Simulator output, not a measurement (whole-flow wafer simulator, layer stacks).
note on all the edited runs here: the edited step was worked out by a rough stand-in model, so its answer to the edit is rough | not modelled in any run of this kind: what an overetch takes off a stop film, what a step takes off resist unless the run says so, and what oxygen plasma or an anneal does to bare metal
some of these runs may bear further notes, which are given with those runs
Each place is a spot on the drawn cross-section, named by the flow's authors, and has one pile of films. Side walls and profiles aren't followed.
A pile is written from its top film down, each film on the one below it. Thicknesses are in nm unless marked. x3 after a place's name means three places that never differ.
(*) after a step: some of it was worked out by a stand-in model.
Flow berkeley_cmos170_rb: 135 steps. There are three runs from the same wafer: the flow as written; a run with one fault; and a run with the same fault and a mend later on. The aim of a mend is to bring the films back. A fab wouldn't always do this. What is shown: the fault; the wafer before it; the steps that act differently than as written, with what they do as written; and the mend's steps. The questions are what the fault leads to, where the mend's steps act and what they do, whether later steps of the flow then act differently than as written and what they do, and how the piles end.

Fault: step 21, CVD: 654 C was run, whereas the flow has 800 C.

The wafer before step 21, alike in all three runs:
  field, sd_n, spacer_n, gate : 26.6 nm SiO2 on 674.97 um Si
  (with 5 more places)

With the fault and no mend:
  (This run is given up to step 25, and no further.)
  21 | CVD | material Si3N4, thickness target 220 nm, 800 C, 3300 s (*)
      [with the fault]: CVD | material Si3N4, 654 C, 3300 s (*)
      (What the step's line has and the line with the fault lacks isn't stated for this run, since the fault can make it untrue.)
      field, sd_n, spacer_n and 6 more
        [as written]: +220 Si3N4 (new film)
        [with the fault]: +12.2 Si3N4 (new film)
  None of the later steps of the flow up to step 25 acts differently than as written at any place that is followed.
  Once step 25 is done, the piles at field, sd_n, spacer_n and 6 more depart from the flow's by more than 2% or 0.5 nm, whichever is larger.
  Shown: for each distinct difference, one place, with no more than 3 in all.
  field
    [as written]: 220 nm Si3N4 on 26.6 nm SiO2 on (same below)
    [with the fault]: 12.2 nm Si3N4 on 26.6 nm SiO2 on (same below)
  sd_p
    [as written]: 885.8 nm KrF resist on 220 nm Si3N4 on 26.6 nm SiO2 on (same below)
    [with the fault]: 885.8 nm KrF resist on 12.2 nm Si3N4 on 26.6 nm SiO2 on (same below)

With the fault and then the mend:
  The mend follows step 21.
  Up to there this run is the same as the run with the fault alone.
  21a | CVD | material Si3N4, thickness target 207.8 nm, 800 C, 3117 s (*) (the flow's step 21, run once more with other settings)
      field, sd_n, spacer_n and 6 more
        +207.8 Si3N4
  None of the later steps of the flow acts differently than as written at any place that is followed.
  By the end, the piles equal the flow's at every place that both follow.
